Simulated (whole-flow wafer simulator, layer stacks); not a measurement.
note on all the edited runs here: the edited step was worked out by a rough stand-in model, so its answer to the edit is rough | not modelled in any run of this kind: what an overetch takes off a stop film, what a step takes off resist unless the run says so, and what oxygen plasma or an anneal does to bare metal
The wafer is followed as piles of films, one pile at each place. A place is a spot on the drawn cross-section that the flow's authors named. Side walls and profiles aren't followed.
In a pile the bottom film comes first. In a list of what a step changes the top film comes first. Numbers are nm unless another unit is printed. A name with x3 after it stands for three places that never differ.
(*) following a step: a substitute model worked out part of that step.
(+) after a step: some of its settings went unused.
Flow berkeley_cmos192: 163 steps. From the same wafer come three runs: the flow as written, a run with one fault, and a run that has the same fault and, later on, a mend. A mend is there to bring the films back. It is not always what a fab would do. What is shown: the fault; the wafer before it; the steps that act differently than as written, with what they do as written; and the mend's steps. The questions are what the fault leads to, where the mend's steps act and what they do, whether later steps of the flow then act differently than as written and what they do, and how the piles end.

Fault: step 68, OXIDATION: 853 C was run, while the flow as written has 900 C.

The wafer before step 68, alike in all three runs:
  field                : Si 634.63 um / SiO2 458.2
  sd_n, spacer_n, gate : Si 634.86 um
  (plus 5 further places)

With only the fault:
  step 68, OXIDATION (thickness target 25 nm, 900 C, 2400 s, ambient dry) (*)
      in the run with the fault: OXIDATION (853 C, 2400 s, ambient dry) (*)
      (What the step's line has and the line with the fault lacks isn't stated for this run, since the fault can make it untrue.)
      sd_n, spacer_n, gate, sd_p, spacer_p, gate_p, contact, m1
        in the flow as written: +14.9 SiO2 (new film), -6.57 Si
        in the run with the fault: +9.21 SiO2 (new film), -4.05 Si
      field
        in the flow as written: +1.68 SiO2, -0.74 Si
        in the run with the fault: +0.7 SiO2, -0.31 Si
  Steps later in the flow that act otherwise than as written (37 more steps, not shown, differ only slightly: by at most 2% or 0.5 nm, whichever is larger):
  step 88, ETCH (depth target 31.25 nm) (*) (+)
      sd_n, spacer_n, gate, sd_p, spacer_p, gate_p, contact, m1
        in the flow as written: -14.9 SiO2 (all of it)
        in the run with the fault: -9.21 SiO2 (all of it)
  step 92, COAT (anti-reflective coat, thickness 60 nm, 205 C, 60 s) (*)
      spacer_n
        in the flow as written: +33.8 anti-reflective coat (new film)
        in the run with the fault: +34.7 anti-reflective coat (new film)
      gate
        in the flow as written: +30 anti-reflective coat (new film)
        in the run with the fault: +30.9 anti-reflective coat (new film)
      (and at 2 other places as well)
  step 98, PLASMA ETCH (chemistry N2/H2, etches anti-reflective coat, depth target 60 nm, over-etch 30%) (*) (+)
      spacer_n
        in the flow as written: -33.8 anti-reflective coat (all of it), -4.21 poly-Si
        in the run with the fault: -34.7 anti-reflective coat (all of it), -4.14 poly-Si
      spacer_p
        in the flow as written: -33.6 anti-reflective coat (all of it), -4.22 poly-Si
        in the run with the fault: -34.3 anti-reflective coat (all of it), -4.15 poly-Si
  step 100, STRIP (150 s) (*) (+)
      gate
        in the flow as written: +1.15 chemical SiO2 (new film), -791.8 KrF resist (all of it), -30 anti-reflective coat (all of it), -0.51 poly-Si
        in the run with the fault: +1.15 chemical SiO2 (new film), -789.5 KrF resist (all of it), -30.9 anti-reflective coat (all of it), -0.51 poly-Si
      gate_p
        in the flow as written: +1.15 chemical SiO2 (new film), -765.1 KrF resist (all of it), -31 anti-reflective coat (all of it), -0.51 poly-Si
        in the run with the fault: +1.15 chemical SiO2 (new film), -763.4 KrF resist (all of it), -31.7 anti-reflective coat (all of it), -0.51 poly-Si
  When the end is reached, the piles differ only a little from the flow's at the places that both follow, at most by 2% or 0.5 nm, whichever is larger.

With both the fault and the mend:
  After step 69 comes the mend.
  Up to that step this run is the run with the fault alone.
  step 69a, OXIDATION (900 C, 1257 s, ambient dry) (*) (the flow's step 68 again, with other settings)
      sd_n, spacer_n, gate, sd_p, spacer_p, gate_p, contact, m1
        +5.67 SiO2, -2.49 Si
      field
        +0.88 SiO2, -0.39 Si
  Every later step of the flow that is run acts as written, at every place that is followed, to within 2% or 0.5 nm, whichever is larger.
  When the end is reached, the piles differ only a little from the flow's at the places that both follow, at most by 2% or 0.5 nm, whichever is larger.
